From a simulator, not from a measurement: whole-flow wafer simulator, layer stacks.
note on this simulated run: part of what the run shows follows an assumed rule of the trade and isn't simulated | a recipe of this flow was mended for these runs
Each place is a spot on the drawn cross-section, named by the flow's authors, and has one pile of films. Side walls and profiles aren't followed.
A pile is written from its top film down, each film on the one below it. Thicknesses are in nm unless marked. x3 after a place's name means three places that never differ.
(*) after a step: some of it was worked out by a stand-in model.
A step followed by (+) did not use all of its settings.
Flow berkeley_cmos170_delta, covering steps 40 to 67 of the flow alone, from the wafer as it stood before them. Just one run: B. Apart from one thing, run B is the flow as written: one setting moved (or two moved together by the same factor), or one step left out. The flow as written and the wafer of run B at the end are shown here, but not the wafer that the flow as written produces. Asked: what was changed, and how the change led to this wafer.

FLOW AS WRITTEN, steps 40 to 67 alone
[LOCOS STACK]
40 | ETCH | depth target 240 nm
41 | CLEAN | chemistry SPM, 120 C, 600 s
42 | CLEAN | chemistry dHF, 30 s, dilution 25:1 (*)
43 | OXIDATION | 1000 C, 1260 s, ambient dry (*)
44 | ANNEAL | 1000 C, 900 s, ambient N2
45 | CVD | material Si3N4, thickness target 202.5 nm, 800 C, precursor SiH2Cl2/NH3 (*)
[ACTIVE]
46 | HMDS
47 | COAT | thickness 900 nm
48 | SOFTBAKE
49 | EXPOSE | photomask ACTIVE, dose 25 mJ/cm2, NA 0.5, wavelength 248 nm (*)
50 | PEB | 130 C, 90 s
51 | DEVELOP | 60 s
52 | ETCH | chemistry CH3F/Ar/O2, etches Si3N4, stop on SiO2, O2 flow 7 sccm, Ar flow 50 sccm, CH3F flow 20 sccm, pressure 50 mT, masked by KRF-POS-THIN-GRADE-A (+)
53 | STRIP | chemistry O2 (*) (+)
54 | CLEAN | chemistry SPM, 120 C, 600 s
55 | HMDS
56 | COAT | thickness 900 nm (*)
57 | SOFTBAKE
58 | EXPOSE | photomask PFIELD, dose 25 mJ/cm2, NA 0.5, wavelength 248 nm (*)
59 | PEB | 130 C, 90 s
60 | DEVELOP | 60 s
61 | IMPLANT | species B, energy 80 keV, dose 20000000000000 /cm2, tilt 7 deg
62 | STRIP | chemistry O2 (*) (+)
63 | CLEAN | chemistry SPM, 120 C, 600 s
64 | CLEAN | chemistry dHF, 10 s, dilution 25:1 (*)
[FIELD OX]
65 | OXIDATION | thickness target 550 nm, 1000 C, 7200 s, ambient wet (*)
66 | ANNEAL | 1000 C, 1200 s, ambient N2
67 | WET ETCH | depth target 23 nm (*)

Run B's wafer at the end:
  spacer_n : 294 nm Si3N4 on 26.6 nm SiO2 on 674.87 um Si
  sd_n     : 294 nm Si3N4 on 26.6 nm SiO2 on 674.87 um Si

Cause: step 45, CVD: 835 C was run, whereas the flow has 800 C.

Step by step, how the change led to this:
  45 | CVD | material Si3N4, thickness target 202.5 nm, 800 C, precursor SiH2Cl2/NH3 (*)
      field, sd_n, spacer_n and 6 more: Si3N4 gains 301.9 (new film) (as written it would have been: Si3N4 gains 202.5 (new film))
  52 | ETCH | chemistry CH3F/Ar/O2, etches Si3N4, stop on SiO2, O2 flow 7 sccm, Ar flow 50 sccm, CH3F flow 20 sccm, pressure 50 mT, masked by KRF-POS-THIN-GRADE-A (+)
      sd_n, spacer_n, gate, sd_p, spacer_p, gate_p, contact, m1: KrF-resist loses 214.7 (as written it would have been: KrF-resist loses 148.5)
      field: Si3N4 loses 301.9 (all of it), SiO2 loses 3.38 (as written it would have been: Si3N4 loses 202.5 (all of it), SiO2 loses 3.38)
  53 | STRIP | chemistry O2 (*) (+)
      sd_n, spacer_n, gate, sd_p, spacer_p, gate_p, contact, m1: KrF-resist loses 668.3 (all of it) (as written it would have been: KrF-resist loses 734.6 (all of it))
  56 | COAT | thickness 900 nm (*)
      field: KrF-resist gains 984.5 (new film) (as written it would have been: KrF-resist gains 956.4 (new film))
      sd_n: KrF-resist gains 744.1 (new film) (as written it would have been: KrF-resist gains 794.3 (new film))
      (also at 7 further places)
  60 | DEVELOP | 60 s
      field: KrF-resist loses 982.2 (all of it) (as written it would have been: KrF-resist loses 954.2 (all of it))
  62 | STRIP | chemistry O2 (*) (+)
      sd_n: KrF-resist loses 727.6 (all of it) (as written it would have been: KrF-resist loses 777.7 (all of it))
      spacer_n: KrF-resist loses 773.8 (all of it) (as written it would have been: KrF-resist loses 807.8 (all of it))
      (also at 6 further places)
  65 | OXIDATION | thickness target 550 nm, 1000 C, 7200 s, ambient wet (*)
      sd_n, sd_p: SiO2 gains 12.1 (new film), Si3N4 loses 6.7 (as written it would have been: SiO2 gains 12.1 (new film), Si3N4 loses 6.7, SiO2 gains 0.15, Si loses 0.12)
